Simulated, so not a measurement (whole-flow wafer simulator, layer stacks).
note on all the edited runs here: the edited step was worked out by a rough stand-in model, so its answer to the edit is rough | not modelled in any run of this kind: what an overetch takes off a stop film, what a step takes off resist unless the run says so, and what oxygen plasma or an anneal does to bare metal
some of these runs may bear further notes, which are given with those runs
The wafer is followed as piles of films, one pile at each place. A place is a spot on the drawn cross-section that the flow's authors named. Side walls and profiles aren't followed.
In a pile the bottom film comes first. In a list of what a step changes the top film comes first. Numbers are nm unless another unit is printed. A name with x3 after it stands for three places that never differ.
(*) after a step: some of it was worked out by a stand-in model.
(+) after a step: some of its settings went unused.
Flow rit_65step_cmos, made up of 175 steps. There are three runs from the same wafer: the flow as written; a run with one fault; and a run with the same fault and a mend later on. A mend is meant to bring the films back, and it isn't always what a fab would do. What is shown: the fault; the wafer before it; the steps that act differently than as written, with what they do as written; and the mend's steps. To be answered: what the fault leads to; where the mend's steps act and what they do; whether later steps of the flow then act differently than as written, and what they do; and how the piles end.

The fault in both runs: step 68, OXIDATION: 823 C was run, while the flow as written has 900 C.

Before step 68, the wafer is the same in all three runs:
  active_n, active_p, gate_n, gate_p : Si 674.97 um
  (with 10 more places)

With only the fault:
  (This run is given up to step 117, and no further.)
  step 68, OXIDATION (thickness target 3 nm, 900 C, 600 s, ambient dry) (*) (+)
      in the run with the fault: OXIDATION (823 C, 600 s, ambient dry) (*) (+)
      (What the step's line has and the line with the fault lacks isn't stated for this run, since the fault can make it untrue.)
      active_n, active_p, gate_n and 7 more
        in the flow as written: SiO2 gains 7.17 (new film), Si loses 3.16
        in the run with the fault: SiO2 gains 3 (new film), Si loses 1.32
  Steps further on in the flow that do not act as written (not shown: 14 more steps that differ only slightly, by at most 2% or 0.5 nm, whichever is larger):
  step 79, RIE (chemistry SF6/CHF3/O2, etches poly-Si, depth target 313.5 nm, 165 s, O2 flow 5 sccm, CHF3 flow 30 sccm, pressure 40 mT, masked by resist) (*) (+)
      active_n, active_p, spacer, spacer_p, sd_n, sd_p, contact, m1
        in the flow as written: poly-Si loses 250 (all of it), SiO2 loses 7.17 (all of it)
        in the run with the fault: poly-Si loses 250 (all of it), SiO2 loses 3 (all of it)
  Once step 117 is done, the piles at gate_n, gate_p depart from the flow's by more than 2% or 0.5 nm, whichever is larger.
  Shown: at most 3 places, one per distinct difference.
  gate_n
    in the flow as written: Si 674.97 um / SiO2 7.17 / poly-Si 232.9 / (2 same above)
    in the run with the fault: Si 674.97 um / SiO2 3 / poly-Si 232.9 / (2 same above)

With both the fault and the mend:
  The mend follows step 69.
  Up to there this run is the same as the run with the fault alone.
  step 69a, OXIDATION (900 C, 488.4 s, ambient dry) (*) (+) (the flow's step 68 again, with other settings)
      active_n, active_p, gate_n and 7 more
        SiO2 gains 4, Si loses 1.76
  Every later step of the flow that is run acts as written, at every place that is followed, to within 2% or 0.5 nm, whichever is larger.
  The piles end only slightly different from the flow's at the places that both follow, by no more than 2% or 0.5 nm, whichever is larger.
